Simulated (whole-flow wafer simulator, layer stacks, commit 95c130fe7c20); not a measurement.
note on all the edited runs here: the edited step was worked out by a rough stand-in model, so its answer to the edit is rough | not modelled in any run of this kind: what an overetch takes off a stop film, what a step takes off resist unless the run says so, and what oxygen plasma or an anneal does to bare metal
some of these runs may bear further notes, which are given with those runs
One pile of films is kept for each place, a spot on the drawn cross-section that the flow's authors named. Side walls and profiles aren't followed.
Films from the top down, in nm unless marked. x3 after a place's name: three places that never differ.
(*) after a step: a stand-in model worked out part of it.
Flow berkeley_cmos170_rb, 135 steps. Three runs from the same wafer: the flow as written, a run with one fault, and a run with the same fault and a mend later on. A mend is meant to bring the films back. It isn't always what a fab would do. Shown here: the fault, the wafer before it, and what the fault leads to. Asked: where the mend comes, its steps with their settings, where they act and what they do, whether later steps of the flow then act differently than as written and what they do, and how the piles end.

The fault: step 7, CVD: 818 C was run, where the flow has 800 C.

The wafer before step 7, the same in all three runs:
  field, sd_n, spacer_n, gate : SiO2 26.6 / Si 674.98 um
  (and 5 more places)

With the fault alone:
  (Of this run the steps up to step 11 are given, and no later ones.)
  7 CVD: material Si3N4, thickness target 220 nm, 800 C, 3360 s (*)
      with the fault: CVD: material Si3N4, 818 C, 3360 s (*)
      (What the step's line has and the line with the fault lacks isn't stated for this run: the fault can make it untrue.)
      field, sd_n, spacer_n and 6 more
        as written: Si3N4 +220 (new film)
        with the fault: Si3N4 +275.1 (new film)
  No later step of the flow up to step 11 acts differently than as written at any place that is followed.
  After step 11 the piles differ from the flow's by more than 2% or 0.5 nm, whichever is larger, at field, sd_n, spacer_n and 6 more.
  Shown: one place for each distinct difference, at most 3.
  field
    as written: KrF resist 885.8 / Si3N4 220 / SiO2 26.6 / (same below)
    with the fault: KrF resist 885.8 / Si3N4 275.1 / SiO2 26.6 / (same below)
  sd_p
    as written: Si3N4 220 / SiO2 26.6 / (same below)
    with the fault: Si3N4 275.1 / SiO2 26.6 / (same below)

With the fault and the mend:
  The mend comes after step 7.
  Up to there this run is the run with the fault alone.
  7a ETCH: chemistry h3po4, depth target 315.7 nm
      field, sd_n, spacer_n and 6 more
        Si3N4 -275.1 (all of it)
  7b CLEAN (*) (the flow's step 1 once more)
      changes no film at any place that is followed
  7c CVD: material Si3N4, thickness target 220 nm, 800 C, 3360 s (*) (the flow's step 7 once more)
      field, sd_n, spacer_n and 6 more
        Si3N4 +220 (new film)
  No later step of the flow acts differently than as written at any place that is followed.
  At the end the piles are the same as the flow's at every place that both follow.
